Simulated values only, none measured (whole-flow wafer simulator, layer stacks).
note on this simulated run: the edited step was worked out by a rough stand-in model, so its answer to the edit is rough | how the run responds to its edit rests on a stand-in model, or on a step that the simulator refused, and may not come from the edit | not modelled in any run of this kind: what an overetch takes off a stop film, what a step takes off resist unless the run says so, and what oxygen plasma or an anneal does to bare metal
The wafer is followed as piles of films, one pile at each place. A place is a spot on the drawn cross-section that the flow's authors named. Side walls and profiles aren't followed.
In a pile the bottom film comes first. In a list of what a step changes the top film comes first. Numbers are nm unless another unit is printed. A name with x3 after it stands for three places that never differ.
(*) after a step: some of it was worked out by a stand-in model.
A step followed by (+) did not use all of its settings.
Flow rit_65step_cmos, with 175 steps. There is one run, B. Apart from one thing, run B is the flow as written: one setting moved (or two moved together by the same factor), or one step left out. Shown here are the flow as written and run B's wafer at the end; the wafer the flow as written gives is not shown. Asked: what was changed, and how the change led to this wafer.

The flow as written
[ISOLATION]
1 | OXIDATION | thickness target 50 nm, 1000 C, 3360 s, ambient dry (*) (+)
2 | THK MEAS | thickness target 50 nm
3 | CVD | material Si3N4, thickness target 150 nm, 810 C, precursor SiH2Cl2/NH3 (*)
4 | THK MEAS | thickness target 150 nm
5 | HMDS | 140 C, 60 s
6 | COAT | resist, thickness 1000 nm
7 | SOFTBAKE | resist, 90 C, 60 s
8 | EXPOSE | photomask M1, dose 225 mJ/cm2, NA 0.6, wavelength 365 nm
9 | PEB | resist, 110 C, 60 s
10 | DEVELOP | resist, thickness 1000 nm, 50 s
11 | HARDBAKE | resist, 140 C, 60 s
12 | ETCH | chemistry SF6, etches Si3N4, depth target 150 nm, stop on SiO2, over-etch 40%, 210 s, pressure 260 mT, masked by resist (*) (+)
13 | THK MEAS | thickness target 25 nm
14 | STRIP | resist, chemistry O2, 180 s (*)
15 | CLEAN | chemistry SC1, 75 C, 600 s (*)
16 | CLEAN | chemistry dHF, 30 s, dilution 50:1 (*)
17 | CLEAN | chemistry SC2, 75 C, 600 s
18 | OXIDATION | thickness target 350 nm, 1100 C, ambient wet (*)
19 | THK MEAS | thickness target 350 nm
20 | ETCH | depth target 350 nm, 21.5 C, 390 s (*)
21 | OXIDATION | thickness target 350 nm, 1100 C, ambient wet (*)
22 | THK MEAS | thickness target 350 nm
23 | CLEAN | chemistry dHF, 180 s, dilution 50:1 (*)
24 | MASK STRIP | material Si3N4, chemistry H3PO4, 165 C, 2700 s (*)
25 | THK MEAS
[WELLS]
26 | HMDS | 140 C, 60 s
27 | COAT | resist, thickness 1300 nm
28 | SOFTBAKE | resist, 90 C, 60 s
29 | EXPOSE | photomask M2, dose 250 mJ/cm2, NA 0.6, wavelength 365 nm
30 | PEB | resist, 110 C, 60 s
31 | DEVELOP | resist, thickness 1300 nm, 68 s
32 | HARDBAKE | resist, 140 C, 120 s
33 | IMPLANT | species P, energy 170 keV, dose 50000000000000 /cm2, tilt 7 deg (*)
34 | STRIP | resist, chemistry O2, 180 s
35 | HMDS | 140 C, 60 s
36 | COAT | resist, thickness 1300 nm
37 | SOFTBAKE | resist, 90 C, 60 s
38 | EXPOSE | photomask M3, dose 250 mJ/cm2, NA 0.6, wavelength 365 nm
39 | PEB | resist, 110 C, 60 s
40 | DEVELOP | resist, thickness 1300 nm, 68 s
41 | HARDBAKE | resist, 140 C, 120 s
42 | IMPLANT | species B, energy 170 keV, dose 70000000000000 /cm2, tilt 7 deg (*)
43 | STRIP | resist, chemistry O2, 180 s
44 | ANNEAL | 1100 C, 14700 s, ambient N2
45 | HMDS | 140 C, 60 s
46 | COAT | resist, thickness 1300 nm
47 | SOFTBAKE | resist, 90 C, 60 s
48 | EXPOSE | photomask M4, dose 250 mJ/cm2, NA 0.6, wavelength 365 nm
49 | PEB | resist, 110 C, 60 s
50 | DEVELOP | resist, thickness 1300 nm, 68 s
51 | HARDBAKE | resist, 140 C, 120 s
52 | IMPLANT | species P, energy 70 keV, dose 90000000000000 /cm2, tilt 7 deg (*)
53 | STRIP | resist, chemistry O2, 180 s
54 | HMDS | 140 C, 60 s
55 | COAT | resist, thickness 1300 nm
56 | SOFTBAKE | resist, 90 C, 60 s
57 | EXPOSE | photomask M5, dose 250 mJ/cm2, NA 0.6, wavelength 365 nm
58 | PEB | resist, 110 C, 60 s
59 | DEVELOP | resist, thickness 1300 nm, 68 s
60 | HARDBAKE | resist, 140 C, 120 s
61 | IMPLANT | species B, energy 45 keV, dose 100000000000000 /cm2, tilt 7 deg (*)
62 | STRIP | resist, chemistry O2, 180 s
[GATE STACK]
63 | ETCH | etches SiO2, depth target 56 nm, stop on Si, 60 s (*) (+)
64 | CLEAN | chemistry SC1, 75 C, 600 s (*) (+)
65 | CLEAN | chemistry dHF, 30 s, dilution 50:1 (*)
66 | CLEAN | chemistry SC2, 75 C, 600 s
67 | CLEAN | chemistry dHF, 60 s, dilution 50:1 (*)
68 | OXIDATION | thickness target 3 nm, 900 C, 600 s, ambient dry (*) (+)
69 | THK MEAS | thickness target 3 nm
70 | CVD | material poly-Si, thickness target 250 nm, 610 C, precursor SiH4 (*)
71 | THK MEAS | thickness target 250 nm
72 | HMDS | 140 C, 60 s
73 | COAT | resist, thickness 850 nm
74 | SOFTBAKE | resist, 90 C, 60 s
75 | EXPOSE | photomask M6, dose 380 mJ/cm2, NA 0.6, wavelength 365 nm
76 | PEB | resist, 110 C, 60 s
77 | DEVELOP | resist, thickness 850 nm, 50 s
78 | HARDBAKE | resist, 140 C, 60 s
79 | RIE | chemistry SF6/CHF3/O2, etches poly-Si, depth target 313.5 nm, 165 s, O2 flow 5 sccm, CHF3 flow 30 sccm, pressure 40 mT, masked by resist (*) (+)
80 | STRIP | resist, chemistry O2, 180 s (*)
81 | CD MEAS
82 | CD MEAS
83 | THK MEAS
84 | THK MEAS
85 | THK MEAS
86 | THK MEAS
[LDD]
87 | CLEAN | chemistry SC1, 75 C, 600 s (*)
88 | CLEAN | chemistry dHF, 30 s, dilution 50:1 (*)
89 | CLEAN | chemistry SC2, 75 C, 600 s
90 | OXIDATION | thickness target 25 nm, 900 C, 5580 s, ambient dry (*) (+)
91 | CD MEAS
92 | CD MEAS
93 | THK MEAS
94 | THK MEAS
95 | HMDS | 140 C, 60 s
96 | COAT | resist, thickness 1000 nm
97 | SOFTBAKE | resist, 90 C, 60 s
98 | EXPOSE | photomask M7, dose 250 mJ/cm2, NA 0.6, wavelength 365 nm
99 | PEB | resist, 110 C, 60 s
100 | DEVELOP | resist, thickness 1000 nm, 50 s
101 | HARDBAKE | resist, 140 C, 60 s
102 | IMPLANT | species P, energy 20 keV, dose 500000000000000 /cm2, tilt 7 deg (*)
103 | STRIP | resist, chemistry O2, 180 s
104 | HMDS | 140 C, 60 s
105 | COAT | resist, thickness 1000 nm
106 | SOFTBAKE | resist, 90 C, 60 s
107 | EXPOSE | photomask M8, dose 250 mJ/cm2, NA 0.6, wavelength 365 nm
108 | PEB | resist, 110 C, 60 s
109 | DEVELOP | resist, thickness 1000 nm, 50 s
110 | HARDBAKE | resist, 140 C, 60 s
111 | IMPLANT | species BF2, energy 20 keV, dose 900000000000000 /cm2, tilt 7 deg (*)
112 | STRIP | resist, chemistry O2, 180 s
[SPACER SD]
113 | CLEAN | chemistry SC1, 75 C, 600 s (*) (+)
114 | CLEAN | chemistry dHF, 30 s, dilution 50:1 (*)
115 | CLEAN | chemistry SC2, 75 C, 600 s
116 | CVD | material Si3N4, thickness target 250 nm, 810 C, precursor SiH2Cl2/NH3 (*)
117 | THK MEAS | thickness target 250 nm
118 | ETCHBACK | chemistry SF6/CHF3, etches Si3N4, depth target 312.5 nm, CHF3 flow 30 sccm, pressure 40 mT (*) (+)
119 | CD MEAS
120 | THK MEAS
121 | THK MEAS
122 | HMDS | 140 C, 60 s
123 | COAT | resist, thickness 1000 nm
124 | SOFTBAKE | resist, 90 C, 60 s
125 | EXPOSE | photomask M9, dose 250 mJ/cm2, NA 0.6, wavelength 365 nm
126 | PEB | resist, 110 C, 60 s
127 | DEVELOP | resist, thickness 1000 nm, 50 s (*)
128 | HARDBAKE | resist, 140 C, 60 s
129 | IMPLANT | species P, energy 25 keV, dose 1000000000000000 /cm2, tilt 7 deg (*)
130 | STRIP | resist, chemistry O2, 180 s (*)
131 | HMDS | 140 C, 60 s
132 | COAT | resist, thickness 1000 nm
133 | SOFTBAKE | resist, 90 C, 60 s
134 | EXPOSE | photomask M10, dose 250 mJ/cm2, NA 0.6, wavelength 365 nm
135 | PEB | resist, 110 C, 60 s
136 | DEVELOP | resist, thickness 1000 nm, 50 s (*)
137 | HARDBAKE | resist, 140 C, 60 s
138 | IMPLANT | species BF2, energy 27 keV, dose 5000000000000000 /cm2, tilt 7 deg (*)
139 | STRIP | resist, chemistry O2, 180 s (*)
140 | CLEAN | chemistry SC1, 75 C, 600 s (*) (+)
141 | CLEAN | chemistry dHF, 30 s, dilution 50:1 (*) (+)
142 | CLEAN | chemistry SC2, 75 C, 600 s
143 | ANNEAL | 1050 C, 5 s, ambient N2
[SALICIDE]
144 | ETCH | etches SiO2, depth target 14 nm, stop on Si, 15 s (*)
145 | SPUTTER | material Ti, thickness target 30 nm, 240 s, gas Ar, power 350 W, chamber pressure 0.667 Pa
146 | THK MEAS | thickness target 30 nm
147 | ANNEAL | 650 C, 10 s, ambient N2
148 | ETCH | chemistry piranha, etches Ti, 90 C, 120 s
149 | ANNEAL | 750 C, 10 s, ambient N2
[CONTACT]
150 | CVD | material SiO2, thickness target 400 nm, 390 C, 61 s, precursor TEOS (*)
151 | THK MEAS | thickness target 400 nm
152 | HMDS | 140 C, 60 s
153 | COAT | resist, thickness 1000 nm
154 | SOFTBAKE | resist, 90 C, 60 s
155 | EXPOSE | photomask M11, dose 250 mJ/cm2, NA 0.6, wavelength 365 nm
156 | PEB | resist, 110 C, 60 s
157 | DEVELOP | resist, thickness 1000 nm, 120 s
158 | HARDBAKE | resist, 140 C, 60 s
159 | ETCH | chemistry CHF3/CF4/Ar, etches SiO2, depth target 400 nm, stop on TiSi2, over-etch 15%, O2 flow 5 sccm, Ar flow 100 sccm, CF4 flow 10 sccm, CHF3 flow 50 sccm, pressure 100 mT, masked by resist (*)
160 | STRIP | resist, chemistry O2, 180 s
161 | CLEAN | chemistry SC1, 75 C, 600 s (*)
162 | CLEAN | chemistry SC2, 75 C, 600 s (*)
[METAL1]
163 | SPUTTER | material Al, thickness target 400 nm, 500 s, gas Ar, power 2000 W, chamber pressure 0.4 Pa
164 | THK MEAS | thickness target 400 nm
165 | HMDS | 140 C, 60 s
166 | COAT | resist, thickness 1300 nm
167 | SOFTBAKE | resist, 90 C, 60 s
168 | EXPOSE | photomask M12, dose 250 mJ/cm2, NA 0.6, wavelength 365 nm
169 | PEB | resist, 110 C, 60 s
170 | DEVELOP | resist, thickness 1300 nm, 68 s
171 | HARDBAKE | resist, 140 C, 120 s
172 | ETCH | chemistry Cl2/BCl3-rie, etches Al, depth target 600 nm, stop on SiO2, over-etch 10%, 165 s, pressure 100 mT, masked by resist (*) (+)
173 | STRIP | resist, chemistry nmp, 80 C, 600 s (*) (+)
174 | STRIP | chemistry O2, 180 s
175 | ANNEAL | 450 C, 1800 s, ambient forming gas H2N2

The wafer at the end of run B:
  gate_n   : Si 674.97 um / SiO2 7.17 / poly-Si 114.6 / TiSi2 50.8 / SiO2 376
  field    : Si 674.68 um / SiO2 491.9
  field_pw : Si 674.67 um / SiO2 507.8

Cause: step 63, ETCH: 90 s was run, while the flow as written has 60 s.

Step by step, how the change led to this:
  63 | ETCH | etches SiO2, depth target 56 nm, stop on Si, 60 s (*) (+)
      active_n, active_p, gate_n and 7 more: -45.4 SiO2 (all of it), -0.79 Si (as written it would have been: -45.4 SiO2 (all of it), -0.22 Si)
      field, field_pw, field_nw, field_p: -84 SiO2 (as written it would have been: -56 SiO2)
  65 | CLEAN | chemistry dHF, 30 s, dilution 50:1 (*)
      field_nw, field_p: -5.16 SiO2 (as written it would have been: -5.75 SiO2)
  67 | CLEAN | chemistry dHF, 60 s, dilution 50:1 (*)
      field_nw, field_p: -9.75 SiO2 (as written it would have been: -11.3 SiO2)
  73 | COAT | resist, thickness 850 nm
      field: +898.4 resist (new film) (as written it would have been: +878 resist (new film))
  76 | PEB | resist, 110 C, 60 s
      field: -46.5 resist (as written it would have been: -45.3 resist)
      field_p: -46.7 resist (as written it would have been: -45.7 resist)
  77 | DEVELOP | resist, thickness 850 nm, 50 s
      field: -851.9 resist (all of it) (as written it would have been: -832.7 resist (all of it))
  90 | OXIDATION | thickness target 25 nm, 900 C, 5580 s, ambient dry (*) (+)
      field, field_pw: +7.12 SiO2, -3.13 Si (as written it would have been: +6.57 SiO2, -2.89 Si)
      field_nw, field_p: +7.22 SiO2, -3.18 Si (as written it would have been: +6.7 SiO2, -2.95 Si)
  99 | PEB | resist, 110 C, 60 s
      field: -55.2 resist (as written it would have been: -54 resist)
  101 | HARDBAKE | resist, 140 C, 60 s
      field_p: -68.1 resist (as written it would have been: -66.5 resist)
  108 | PEB | resist, 110 C, 60 s
      field: -55.2 resist (as written it would have been: -54 resist)
  110 | HARDBAKE | resist, 140 C, 60 s
      field: -67.8 resist (as written it would have been: -66.1 resist)
  128 | HARDBAKE | resist, 140 C, 60 s
      field_pw: -67.8 resist (as written it would have been: -66.4 resist)
  137 | HARDBAKE | resist, 140 C, 60 s
      field: -69.8 resist (as written it would have been: -68.3 resist)
      field_pw: -67.8 resist (as written it would have been: -66.4 resist)
  156 | PEB | resist, 110 C, 60 s
      field: -58.2 resist (as written it would have been: -57 resist)
  158 | HARDBAKE | resist, 140 C, 60 s
      field: -71.7 resist (as written it would have been: -70.2 resist)
  160 | STRIP | resist, chemistry O2, 180 s
      field: -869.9 resist (all of it) (as written it would have been: -851 resist (all of it))
